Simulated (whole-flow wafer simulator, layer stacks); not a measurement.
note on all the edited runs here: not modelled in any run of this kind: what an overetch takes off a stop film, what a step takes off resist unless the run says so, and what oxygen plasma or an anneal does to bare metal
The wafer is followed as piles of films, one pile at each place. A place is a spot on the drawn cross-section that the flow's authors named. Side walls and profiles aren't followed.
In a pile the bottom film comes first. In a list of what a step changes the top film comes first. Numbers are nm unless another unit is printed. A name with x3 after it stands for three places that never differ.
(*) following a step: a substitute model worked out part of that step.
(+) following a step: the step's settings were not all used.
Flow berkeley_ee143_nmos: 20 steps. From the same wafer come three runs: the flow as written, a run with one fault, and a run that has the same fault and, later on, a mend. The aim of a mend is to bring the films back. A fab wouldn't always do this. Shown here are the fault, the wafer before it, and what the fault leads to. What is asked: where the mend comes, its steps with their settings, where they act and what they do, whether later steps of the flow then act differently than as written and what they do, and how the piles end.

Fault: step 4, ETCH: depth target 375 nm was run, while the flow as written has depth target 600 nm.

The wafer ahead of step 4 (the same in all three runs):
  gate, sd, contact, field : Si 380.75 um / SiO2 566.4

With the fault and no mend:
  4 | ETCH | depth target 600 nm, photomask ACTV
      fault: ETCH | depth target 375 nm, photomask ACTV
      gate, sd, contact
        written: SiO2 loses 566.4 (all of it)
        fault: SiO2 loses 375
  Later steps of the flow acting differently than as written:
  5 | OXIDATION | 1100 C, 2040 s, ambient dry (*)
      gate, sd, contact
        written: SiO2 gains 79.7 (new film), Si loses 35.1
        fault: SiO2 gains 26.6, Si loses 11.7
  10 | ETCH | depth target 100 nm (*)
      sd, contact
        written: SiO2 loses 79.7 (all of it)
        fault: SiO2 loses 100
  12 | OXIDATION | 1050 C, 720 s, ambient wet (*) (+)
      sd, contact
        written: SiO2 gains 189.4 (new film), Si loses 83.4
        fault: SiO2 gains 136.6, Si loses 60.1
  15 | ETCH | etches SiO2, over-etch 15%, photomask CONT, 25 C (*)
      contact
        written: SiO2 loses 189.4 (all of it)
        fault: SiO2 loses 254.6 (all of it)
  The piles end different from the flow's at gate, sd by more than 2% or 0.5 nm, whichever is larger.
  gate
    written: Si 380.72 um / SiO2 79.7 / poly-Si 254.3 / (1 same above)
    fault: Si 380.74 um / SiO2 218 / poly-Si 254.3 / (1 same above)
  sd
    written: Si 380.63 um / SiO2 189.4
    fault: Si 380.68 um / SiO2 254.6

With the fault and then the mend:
  The mend follows step 4.
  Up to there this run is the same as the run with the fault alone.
  4a | ETCH | depth target 225 nm, photomask ACTV (the flow's step 4 again, with other settings)
      gate, sd, contact
        SiO2 loses 191.4 (all of it)
  Later steps of the flow that are run all act as written at every place that is followed.
  The piles end the same as the flow's at every place that both follow.
